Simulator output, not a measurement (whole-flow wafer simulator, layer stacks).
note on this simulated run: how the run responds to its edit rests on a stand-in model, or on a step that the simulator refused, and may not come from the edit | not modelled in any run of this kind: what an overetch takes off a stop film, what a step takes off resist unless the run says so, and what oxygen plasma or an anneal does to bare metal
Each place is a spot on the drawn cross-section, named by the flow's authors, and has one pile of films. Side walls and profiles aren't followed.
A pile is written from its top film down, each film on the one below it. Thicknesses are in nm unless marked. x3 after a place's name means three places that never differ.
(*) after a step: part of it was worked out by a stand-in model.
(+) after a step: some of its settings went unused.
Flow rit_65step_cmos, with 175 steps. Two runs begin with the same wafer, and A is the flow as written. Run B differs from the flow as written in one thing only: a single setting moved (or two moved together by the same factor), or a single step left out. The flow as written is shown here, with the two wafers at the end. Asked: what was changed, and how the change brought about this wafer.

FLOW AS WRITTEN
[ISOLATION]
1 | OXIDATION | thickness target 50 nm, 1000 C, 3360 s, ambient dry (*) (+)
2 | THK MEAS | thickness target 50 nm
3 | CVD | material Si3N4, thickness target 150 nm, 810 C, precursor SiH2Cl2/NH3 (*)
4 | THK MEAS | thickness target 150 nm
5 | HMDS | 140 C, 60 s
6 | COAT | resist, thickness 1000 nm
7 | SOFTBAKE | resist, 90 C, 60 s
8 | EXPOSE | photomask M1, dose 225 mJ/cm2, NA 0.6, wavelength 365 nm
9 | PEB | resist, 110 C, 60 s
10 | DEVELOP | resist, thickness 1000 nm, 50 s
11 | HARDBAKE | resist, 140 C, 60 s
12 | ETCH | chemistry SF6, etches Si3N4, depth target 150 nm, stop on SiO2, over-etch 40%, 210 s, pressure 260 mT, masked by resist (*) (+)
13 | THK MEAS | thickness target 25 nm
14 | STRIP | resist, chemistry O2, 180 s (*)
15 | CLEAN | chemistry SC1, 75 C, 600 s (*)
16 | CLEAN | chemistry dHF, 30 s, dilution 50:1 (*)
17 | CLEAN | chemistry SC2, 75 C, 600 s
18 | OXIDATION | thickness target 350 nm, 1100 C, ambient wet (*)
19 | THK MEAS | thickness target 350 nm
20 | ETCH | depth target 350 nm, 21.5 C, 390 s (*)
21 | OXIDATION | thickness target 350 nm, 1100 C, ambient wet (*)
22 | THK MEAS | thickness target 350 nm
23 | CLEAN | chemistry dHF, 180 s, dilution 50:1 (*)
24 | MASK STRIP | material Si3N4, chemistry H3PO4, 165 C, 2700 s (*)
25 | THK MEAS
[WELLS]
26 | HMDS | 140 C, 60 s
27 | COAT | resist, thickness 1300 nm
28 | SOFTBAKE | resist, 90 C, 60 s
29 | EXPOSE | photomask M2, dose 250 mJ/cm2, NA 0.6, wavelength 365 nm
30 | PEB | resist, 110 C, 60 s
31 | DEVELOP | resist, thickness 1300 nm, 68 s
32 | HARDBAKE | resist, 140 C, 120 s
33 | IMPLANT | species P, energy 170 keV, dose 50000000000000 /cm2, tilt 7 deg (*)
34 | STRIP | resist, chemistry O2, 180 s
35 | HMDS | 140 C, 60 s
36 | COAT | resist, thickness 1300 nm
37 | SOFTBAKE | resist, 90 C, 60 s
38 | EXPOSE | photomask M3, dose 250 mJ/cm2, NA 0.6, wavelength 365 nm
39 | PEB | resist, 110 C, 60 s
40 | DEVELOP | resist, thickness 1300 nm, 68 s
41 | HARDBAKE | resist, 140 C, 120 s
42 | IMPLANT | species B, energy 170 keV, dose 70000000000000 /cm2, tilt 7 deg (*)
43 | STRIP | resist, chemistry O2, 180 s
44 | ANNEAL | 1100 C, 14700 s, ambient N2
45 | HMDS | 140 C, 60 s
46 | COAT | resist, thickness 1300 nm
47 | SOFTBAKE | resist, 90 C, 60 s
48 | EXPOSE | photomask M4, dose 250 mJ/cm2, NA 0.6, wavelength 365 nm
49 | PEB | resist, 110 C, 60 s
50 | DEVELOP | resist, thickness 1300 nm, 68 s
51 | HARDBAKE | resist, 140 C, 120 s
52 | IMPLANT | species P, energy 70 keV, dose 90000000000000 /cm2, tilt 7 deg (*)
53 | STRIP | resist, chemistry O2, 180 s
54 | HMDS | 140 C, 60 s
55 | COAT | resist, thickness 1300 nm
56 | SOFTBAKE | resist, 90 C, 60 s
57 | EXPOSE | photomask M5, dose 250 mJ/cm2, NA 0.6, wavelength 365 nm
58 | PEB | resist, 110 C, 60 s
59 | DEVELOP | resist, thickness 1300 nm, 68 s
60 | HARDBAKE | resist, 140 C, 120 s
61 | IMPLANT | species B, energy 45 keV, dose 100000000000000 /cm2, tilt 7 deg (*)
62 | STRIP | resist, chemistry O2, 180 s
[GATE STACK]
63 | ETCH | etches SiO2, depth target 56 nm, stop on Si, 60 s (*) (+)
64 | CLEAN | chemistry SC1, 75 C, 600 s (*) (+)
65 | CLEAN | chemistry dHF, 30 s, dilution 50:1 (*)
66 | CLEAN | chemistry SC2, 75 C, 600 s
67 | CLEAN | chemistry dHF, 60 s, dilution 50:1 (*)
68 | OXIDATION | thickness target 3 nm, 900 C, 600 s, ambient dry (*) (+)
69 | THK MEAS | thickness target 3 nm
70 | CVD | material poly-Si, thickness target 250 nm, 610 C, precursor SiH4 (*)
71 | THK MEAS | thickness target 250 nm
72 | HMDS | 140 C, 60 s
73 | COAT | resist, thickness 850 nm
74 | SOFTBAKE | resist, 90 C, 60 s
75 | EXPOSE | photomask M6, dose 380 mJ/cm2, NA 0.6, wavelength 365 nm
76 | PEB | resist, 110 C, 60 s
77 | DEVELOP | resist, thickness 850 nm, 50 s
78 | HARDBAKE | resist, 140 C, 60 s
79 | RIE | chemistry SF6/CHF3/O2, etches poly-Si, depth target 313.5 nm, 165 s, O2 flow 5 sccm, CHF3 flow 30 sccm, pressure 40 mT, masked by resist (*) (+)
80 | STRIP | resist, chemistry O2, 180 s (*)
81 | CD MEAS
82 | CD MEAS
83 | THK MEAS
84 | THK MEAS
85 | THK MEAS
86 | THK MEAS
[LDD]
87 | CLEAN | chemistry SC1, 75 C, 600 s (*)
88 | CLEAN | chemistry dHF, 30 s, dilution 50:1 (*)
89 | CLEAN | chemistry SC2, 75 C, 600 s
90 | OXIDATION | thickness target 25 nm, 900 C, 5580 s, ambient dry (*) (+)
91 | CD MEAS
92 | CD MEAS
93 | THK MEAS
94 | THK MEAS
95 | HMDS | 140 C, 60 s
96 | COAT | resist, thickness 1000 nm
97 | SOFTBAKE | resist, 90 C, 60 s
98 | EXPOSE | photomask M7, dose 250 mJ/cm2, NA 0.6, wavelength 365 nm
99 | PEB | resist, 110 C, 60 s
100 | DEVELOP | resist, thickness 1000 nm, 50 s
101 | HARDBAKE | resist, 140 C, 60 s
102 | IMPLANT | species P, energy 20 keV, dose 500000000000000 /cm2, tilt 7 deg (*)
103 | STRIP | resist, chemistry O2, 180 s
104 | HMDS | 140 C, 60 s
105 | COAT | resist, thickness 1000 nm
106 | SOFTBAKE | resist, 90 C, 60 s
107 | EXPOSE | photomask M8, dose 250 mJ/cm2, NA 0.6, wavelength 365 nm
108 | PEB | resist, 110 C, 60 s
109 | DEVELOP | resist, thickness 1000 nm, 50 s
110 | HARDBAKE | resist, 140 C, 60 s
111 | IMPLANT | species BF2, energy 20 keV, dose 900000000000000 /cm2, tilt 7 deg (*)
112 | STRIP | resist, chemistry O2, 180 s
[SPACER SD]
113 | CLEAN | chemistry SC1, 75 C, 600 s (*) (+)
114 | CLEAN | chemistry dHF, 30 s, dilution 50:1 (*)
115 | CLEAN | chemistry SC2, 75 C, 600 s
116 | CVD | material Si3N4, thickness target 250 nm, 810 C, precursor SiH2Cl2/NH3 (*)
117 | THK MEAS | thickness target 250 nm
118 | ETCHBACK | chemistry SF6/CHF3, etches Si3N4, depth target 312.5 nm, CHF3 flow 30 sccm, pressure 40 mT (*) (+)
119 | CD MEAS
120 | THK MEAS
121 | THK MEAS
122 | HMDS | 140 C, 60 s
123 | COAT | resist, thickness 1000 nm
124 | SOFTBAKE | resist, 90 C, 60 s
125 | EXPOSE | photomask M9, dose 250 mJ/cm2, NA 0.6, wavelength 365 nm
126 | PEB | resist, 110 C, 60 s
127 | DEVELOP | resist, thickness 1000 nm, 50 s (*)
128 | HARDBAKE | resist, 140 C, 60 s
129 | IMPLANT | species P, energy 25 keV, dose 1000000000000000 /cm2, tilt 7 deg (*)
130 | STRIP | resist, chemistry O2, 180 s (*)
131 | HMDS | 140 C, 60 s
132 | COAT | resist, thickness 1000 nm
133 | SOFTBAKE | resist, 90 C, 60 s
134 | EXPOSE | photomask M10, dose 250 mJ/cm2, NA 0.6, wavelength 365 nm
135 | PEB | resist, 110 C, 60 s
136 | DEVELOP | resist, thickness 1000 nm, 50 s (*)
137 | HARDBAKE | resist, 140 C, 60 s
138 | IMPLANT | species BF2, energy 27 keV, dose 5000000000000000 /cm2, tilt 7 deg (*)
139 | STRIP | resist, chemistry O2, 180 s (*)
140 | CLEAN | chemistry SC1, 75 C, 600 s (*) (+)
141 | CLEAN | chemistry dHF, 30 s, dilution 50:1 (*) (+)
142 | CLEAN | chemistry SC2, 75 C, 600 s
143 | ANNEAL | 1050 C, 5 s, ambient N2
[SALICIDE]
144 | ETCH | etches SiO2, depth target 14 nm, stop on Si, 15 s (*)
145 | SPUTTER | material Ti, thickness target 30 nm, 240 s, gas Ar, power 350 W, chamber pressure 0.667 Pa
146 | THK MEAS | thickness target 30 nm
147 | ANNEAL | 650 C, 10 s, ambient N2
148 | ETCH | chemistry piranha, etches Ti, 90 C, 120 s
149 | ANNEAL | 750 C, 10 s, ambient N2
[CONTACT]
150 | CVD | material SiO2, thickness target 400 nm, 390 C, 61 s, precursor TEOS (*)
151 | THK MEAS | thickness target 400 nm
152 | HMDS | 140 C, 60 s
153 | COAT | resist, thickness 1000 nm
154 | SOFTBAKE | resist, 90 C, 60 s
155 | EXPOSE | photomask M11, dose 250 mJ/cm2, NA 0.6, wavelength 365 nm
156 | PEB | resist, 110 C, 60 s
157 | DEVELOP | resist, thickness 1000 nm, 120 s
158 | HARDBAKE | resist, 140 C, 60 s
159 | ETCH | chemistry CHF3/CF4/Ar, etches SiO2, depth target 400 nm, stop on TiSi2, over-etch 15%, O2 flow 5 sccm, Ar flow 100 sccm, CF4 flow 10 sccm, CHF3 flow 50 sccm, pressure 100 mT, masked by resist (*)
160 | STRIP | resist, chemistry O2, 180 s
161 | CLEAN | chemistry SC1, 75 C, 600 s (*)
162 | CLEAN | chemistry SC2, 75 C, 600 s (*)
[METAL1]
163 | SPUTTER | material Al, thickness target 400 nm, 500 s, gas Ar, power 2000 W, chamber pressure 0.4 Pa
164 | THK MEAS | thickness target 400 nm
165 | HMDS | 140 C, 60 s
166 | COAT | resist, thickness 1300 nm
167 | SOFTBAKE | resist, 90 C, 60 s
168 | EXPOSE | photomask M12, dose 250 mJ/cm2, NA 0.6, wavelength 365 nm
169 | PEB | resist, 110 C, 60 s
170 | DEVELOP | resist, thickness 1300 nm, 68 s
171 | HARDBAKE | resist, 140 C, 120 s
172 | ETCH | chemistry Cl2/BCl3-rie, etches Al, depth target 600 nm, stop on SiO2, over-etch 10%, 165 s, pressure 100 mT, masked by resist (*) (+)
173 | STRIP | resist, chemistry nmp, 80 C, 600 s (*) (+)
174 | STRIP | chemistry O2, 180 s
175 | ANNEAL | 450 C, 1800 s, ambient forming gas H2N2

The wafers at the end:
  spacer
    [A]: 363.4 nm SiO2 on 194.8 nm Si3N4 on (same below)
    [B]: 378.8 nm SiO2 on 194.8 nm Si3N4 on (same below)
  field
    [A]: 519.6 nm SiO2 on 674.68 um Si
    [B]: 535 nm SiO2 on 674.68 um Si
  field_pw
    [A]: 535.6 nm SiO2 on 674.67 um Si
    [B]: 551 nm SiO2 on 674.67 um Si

Cause: step 163, SPUTTER: power 2616 W was run, though the flow has power 2000 W.

How this came from the change, step by step:
  163 | SPUTTER | material Al, thickness target 400 nm, 500 s, gas Ar, power 2000 W, chamber pressure 0.4 Pa
      field, field_pw, field_p, spacer, spacer_p: A Al gains 400 (new film) | B Al gains 523.2 (new film)
      gate_n, gate_p: A Al gains 396 (new film) | B Al gains 505.5 (new film)
      (also at 1 further place)
  172 | ETCH | chemistry Cl2/BCl3-rie, etches Al, depth target 600 nm, stop on SiO2, over-etch 10%, 165 s, pressure 100 mT, masked by resist (*) (+)
      field, field_pw, field_p, spacer, spacer_p: A Al loses 400 (all of it), SiO2 loses 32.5 | B Al loses 523.2 (all of it), SiO2 loses 17.1
      gate_n, gate_p: A Al loses 396 (all of it), SiO2 loses 33 | B Al loses 505.5 (all of it), SiO2 loses 19.3
      (also at 1 further place)
